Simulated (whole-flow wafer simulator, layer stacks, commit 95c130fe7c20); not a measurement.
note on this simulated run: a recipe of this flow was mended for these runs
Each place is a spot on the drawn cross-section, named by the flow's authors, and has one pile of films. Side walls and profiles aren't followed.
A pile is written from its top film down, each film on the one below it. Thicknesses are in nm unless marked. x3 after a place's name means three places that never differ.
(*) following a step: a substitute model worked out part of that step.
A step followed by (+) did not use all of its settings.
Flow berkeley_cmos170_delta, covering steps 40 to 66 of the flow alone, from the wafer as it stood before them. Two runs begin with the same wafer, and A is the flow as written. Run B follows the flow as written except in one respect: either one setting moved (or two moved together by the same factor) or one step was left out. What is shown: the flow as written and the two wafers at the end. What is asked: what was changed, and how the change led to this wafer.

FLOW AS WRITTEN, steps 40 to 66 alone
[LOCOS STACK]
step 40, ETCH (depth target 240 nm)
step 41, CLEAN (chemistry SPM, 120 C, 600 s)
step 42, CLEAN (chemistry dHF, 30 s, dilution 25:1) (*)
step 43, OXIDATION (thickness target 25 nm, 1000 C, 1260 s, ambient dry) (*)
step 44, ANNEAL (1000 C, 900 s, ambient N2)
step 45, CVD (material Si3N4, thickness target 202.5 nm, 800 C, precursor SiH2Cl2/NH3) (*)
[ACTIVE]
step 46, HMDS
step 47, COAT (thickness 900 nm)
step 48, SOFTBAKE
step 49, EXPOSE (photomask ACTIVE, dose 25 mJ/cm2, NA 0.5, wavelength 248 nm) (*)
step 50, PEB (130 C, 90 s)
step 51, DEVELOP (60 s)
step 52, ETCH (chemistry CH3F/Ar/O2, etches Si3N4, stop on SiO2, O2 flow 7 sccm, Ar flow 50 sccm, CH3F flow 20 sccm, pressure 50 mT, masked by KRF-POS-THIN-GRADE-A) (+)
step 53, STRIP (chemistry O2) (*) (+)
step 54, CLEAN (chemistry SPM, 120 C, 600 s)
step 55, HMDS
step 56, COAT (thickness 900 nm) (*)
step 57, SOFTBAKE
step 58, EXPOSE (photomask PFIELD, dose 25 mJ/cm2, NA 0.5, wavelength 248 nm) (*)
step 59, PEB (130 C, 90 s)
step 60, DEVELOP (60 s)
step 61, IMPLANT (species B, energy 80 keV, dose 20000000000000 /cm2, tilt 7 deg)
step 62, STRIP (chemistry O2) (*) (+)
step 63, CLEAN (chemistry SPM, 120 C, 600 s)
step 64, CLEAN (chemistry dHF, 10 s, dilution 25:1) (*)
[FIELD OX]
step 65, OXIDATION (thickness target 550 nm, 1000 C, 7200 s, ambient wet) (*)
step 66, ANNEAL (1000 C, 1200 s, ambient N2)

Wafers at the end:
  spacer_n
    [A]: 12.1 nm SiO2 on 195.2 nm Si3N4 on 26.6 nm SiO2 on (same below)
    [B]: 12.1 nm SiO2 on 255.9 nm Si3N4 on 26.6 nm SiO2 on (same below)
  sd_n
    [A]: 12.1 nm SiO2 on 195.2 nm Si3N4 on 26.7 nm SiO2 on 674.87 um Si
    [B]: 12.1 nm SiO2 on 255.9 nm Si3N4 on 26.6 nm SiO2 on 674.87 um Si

Cause: step 45, CVD: thickness target 263.2 nm was run, while the flow as written has thickness target 202.5 nm.

The path from the change to this, step by step:
  step 45, CVD (material Si3N4, thickness target 202.5 nm, 800 C, precursor SiH2Cl2/NH3) (*)
      field, sd_n, spacer_n and 6 more: A +202.5 Si3N4 (new film) | B +263.2 Si3N4 (new film)
  step 52, ETCH (chemistry CH3F/Ar/O2, etches Si3N4, stop on SiO2, O2 flow 7 sccm, Ar flow 50 sccm, CH3F flow 20 sccm, pressure 50 mT, masked by KRF-POS-THIN-GRADE-A) (+)
      sd_n, spacer_n, gate, sd_p, spacer_p, gate_p, contact, m1: A -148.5 KrF-resist | B -189 KrF-resist
      field: A -202.5 Si3N4 (all of it), -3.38 SiO2 | B -263.2 Si3N4 (all of it), -3.38 SiO2
  step 53, STRIP (chemistry O2) (*) (+)
      sd_n, spacer_n, gate, sd_p, spacer_p, gate_p, contact, m1: A -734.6 KrF-resist (all of it) | B -694.1 KrF-resist (all of it)
  step 56, COAT (thickness 900 nm) (*)
      sd_n: A +794.3 KrF-resist (new film) | B +763.6 KrF-resist (new film)
      spacer_n: A +824.6 KrF-resist (new film) | B +803.5 KrF-resist (new film)
      (as well as at 6 more places)
  step 62, STRIP (chemistry O2) (*) (+)
      sd_n: A -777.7 KrF-resist (all of it) | B -747 KrF-resist (all of it)
      spacer_n: A -807.8 KrF-resist (all of it) | B -786.8 KrF-resist (all of it)
      (as well as at 6 more places)
  step 65, OXIDATION (thickness target 550 nm, 1000 C, 7200 s, ambient wet) (*)
      sd_n, sd_p: A +12.1 SiO2 (new film), -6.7 Si3N4, +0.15 SiO2, -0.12 Si | B +12.1 SiO2 (new film), -6.7 Si3N4
